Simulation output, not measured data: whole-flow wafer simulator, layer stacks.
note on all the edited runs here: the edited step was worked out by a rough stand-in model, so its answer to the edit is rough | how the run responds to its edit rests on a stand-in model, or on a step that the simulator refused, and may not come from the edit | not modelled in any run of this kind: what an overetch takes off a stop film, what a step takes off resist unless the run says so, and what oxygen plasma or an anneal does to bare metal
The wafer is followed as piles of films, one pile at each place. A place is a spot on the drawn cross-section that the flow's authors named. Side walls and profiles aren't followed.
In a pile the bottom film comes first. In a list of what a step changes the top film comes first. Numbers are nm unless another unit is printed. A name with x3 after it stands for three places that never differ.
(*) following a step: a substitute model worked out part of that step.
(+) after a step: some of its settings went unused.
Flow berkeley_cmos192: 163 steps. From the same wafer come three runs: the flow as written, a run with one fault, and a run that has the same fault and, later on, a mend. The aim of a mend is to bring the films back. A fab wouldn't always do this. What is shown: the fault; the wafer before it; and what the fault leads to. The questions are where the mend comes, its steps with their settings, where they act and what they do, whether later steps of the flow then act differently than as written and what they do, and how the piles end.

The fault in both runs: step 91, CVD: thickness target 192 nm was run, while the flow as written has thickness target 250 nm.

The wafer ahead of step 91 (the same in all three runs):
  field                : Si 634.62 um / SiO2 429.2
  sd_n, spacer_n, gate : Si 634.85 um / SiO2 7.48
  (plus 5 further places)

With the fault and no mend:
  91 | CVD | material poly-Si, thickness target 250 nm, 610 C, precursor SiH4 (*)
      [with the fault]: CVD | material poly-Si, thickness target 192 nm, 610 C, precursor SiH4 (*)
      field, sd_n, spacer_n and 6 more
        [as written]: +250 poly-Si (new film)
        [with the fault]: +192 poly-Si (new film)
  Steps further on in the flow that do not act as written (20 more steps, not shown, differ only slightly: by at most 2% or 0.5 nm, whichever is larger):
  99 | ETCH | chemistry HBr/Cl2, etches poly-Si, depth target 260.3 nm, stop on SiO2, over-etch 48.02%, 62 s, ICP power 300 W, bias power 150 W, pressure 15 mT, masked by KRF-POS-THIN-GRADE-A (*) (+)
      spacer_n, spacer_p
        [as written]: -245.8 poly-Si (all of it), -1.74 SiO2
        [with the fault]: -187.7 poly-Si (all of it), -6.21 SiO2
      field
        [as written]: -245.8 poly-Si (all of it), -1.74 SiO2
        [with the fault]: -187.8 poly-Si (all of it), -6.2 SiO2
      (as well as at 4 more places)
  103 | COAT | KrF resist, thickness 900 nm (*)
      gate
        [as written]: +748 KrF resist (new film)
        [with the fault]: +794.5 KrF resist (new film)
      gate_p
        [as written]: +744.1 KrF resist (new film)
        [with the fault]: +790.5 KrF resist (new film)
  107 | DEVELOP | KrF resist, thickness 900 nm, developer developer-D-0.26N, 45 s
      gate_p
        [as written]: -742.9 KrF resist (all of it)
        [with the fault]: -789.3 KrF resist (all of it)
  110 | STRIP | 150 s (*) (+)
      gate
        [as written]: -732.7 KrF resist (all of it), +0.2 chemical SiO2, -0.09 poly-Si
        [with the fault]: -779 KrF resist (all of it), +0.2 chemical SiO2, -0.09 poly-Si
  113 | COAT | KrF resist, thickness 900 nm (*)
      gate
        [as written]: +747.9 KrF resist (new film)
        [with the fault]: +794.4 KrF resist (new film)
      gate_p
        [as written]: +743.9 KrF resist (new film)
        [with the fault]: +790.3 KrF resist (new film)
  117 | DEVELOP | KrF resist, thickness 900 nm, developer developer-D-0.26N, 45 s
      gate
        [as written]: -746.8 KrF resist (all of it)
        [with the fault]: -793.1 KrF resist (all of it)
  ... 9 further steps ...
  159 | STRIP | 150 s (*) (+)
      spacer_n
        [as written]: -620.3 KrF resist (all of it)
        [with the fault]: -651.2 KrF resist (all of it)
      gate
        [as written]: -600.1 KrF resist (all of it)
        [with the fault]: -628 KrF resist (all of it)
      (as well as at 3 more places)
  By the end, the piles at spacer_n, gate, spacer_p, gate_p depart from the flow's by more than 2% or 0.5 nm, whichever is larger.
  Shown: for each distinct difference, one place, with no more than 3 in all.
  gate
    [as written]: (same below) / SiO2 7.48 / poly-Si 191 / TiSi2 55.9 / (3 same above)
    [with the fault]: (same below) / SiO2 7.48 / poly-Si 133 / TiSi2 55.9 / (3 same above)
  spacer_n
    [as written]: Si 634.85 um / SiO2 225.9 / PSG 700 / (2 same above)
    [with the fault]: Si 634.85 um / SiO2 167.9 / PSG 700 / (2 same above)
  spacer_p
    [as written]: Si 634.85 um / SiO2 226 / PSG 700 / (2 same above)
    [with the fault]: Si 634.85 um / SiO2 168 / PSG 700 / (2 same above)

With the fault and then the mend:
  After step 91 comes the mend.
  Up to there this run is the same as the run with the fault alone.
  91a | ETCH | chemistry tmah, depth target 220.8 nm
      field, sd_n, spacer_n and 6 more
        -192 poly-Si (all of it)
  91b | CLEAN | chemistry SPM (*) (a further turn of the flow's step 87)
      does not change any film at any place that is followed
  91c | CVD | material poly-Si, thickness target 250 nm, 610 C, precursor SiH4 (*) (a further turn of the flow's step 91)
      field, sd_n, spacer_n and 6 more
        +250 poly-Si (new film)
  Later steps of the flow that are run all act as written at every place that is followed, up to a difference of at most 2% or 0.5 nm, whichever is larger.
  By the end, the piles equal the flow's at every place that both follow.
